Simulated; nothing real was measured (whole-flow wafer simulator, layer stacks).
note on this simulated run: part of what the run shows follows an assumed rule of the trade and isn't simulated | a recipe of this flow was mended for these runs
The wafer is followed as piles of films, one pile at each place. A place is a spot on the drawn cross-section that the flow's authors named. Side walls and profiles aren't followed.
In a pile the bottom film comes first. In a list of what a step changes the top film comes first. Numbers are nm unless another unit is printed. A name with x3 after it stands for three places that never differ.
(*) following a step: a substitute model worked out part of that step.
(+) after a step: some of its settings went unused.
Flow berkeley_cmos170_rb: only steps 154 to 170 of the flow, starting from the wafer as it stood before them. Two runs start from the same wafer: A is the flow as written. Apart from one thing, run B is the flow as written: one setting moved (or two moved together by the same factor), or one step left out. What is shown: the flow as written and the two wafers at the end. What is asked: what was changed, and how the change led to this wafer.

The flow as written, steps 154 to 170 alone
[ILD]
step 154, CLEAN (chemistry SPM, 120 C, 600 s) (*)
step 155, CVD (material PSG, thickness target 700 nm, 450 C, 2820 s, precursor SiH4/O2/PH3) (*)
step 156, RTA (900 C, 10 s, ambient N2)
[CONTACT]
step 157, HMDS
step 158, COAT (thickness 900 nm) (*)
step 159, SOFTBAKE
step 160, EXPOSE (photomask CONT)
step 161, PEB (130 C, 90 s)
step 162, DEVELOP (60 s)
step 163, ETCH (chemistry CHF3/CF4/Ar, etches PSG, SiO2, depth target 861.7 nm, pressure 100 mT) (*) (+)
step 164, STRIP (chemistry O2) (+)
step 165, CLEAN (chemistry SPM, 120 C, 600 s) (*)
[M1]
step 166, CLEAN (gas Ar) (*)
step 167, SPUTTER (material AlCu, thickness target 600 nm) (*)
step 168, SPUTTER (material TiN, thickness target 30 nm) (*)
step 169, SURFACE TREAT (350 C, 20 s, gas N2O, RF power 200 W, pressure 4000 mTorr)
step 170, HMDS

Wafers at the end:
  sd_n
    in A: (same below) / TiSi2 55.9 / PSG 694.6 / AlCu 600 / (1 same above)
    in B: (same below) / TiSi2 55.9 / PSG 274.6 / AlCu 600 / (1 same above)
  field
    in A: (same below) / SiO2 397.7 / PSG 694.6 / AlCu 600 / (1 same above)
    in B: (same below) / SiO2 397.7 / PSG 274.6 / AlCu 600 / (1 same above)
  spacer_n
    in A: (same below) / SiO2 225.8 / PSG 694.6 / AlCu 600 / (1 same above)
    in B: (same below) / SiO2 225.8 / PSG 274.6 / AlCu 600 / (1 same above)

The reason: step 155, CVD: thickness target 280 nm was run, whereas the flow has thickness target 700 nm; step 155, CVD: 1128 s was run, where the flow has 2820 s.

The path from the change to this, step by step:
  step 155, CVD (material PSG, thickness target 700 nm, 450 C, 2820 s, precursor SiH4/O2/PH3) (*)
      field, sd_n, spacer_n, gate, spacer_p, gate_p, contact, m1: A +700 PSG (new film) | B +280 PSG (new film)
      sd_p: A +664.1 PSG (new film) | B +268.4 PSG (new film)
  step 158, COAT (thickness 900 nm) (*)
      sd_p: A +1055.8 KrF-resist (new film) | B +1027.6 KrF-resist (new film)
  step 163, ETCH (chemistry CHF3/CF4/Ar, etches PSG, SiO2, depth target 861.7 nm, pressure 100 mT) (*) (+)
      contact: A -700 PSG (all of it), -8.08 TiSi2 | B -280 PSG (all of it), -29.1 TiSi2
  step 164, STRIP (chemistry O2) (+)
      spacer_n: A -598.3 KrF-resist (all of it) | B -584.2 KrF-resist (all of it)
      gate: A -577.9 KrF-resist (all of it) | B -562.3 KrF-resist (all of it)
      (and at 2 other places as well)
  step 167, SPUTTER (material AlCu, thickness target 600 nm) (*)
      contact: A +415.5 AlCu (new film) | B +529.3 AlCu (new film)
  step 168, SPUTTER (material TiN, thickness target 30 nm) (*)
      sd_p: A +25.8 TiN (new film) | B +26.4 TiN (new film)
      contact: A +16.3 TiN (new film) | B +25.2 TiN (new film)
